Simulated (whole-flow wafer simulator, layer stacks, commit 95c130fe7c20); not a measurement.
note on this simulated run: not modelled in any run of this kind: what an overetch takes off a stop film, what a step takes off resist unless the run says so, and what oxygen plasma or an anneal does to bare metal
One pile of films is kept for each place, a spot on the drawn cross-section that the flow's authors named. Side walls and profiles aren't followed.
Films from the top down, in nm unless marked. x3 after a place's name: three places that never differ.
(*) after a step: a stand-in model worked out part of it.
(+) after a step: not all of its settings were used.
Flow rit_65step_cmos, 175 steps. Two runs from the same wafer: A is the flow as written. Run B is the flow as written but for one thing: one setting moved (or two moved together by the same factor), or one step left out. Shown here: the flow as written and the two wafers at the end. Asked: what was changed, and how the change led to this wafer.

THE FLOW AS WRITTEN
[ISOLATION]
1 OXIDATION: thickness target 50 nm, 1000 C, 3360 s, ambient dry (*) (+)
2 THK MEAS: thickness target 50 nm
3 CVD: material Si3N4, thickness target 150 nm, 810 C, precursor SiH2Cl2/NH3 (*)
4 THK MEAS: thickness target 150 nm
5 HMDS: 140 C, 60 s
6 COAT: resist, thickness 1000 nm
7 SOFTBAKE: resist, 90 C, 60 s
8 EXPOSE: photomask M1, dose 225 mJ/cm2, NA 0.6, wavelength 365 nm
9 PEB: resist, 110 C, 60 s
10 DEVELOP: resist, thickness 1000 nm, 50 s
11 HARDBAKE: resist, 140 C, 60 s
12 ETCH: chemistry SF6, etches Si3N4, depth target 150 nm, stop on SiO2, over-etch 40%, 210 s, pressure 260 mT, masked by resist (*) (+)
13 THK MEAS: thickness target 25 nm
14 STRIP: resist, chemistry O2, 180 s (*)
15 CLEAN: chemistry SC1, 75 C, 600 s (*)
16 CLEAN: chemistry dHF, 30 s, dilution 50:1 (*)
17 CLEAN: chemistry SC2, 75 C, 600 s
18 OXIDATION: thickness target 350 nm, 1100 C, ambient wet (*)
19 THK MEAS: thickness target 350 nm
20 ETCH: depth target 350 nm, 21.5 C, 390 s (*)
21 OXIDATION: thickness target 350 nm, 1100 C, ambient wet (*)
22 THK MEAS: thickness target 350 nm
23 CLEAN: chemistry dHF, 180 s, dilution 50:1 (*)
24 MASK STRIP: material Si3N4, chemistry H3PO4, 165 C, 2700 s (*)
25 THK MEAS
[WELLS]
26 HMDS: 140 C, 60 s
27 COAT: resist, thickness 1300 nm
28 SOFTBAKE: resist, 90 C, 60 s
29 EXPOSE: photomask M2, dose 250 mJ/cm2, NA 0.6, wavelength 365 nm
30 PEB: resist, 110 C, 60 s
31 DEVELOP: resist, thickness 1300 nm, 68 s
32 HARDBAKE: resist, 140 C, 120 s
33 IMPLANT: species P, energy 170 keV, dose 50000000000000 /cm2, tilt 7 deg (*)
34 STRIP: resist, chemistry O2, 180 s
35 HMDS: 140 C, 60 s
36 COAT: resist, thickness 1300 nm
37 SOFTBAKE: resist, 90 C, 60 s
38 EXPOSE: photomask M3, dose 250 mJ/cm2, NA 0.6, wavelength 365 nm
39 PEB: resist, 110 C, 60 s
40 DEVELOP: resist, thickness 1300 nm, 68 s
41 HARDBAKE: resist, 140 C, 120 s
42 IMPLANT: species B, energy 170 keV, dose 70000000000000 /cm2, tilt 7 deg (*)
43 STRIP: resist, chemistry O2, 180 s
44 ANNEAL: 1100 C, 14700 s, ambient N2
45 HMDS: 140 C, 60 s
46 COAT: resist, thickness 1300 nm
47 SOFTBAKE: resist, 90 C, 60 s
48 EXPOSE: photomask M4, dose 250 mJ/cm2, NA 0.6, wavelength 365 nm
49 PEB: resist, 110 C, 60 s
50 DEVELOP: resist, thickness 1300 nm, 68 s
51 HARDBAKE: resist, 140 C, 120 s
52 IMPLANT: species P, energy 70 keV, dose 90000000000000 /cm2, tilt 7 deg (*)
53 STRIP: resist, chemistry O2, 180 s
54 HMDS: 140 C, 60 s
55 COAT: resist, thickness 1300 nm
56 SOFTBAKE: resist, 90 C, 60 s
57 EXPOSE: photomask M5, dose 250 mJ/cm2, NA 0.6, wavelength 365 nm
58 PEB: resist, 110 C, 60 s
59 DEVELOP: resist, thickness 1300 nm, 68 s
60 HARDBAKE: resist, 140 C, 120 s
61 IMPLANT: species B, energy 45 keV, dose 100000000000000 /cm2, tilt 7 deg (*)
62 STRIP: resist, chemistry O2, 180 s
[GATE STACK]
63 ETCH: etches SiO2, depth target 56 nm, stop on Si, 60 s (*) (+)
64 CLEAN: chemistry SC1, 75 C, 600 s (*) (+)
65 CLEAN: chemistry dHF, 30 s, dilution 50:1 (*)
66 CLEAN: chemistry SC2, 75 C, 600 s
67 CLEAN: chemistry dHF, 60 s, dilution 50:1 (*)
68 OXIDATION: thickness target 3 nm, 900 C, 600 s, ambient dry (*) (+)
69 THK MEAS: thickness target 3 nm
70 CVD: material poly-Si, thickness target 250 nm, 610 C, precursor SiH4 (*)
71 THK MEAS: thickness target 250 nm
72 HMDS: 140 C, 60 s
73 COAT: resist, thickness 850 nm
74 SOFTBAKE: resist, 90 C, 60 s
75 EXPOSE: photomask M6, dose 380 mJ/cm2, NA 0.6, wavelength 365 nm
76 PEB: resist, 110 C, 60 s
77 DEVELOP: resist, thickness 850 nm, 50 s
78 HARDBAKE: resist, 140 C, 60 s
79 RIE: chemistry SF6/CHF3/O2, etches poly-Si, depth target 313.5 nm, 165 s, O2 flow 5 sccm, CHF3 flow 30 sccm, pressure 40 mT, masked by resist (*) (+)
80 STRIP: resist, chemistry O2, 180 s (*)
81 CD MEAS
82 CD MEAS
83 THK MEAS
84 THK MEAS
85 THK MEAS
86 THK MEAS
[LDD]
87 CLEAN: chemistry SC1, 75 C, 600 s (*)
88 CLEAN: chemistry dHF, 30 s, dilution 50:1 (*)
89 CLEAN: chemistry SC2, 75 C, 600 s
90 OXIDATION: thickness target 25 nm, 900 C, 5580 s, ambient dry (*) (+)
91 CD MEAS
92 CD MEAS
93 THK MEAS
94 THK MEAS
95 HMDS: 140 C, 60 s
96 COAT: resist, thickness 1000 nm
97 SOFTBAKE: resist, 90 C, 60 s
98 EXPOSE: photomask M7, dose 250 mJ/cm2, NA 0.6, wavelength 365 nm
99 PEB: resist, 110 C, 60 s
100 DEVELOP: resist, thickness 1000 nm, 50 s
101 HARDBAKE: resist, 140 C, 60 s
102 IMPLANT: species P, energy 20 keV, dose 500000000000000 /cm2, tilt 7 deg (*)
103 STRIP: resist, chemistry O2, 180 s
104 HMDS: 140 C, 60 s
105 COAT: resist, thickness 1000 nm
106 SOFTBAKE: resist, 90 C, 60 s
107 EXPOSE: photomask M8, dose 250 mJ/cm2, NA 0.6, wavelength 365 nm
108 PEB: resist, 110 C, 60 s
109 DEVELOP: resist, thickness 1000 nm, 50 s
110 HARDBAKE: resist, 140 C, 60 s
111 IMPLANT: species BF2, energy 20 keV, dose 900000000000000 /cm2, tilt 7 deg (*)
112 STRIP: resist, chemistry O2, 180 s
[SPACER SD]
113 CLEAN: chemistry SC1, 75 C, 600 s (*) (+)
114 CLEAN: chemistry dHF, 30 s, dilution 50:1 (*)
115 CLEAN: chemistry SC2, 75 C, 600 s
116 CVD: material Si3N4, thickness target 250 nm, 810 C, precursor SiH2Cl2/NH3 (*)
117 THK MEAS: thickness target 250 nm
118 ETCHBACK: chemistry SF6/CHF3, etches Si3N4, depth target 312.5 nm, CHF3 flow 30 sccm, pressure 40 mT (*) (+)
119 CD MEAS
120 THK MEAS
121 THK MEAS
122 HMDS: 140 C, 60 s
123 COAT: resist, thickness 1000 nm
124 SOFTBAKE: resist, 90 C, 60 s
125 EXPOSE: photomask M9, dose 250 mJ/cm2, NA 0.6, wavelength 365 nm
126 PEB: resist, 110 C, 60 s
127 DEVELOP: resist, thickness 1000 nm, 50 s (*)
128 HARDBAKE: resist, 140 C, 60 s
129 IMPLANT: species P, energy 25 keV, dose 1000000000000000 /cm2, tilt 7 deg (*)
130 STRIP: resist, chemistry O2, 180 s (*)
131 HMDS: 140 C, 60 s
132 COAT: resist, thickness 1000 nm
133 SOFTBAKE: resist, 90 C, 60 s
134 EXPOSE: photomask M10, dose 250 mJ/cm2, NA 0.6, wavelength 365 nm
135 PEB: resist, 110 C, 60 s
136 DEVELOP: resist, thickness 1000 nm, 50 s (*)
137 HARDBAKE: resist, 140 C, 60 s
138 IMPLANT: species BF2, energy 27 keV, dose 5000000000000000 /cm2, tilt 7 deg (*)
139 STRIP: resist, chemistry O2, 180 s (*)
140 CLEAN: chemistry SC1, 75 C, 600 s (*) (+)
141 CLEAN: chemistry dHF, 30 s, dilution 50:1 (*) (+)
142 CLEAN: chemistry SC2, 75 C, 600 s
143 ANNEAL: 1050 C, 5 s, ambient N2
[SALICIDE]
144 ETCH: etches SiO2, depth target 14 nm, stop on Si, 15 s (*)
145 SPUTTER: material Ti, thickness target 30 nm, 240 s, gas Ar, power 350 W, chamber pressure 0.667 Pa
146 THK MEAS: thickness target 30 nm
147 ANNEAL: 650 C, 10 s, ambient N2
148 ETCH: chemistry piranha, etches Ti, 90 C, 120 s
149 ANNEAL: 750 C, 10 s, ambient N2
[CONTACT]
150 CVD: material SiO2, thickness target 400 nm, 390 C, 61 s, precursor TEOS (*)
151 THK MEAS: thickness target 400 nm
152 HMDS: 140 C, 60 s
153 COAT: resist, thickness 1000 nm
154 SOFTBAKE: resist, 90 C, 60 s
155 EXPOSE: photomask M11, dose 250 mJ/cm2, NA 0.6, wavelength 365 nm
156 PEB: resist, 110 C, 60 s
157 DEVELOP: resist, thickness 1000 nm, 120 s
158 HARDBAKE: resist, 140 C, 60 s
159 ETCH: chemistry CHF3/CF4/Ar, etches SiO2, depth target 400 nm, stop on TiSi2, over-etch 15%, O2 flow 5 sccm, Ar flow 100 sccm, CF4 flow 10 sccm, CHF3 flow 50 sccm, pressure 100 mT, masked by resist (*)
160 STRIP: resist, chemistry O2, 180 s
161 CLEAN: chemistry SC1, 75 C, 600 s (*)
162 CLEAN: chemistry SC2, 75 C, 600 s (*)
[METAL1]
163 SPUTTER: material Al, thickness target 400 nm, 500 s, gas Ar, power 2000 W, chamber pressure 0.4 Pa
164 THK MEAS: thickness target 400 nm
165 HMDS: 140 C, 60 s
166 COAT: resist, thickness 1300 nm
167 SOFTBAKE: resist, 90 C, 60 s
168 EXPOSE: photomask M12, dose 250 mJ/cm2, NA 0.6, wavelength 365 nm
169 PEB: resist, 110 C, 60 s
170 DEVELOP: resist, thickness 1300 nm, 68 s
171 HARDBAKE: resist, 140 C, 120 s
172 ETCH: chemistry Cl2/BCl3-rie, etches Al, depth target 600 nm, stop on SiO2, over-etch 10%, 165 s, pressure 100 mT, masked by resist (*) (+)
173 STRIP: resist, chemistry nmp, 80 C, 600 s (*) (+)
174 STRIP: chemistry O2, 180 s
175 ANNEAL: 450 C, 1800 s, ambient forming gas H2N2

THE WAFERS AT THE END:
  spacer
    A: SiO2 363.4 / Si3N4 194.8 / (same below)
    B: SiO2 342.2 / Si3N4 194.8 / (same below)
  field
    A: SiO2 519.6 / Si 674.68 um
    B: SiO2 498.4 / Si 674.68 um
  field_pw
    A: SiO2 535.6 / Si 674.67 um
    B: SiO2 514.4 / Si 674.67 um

The cause: step 163, SPUTTER: thickness target 230 nm was run, where the flow has thickness target 400 nm; step 163, SPUTTER: 287 s was run, where the flow has 500 s.

How the change led to this, step by step:
  163 SPUTTER: material Al, thickness target 400 nm, 500 s, gas Ar, power 2000 W, chamber pressure 0.4 Pa
      field, field_p, spacer, spacer_p: A Al +400 (new film) | B Al +230 (new film)
      gate_n, gate_p: A Al +396 (new film) | B Al +230 (new film)
      (and at 2 more places)
  172 ETCH: chemistry Cl2/BCl3-rie, etches Al, depth target 600 nm, stop on SiO2, over-etch 10%, 165 s, pressure 100 mT, masked by resist (*) (+)
      field, field_p, spacer, spacer_p: A Al -400 (all of it), SiO2 -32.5 | B Al -230 (all of it), SiO2 -53.8
      gate_n, gate_p: A Al -396 (all of it), SiO2 -33 | B Al -230 (all of it), SiO2 -53.8
      (and at 2 more places)
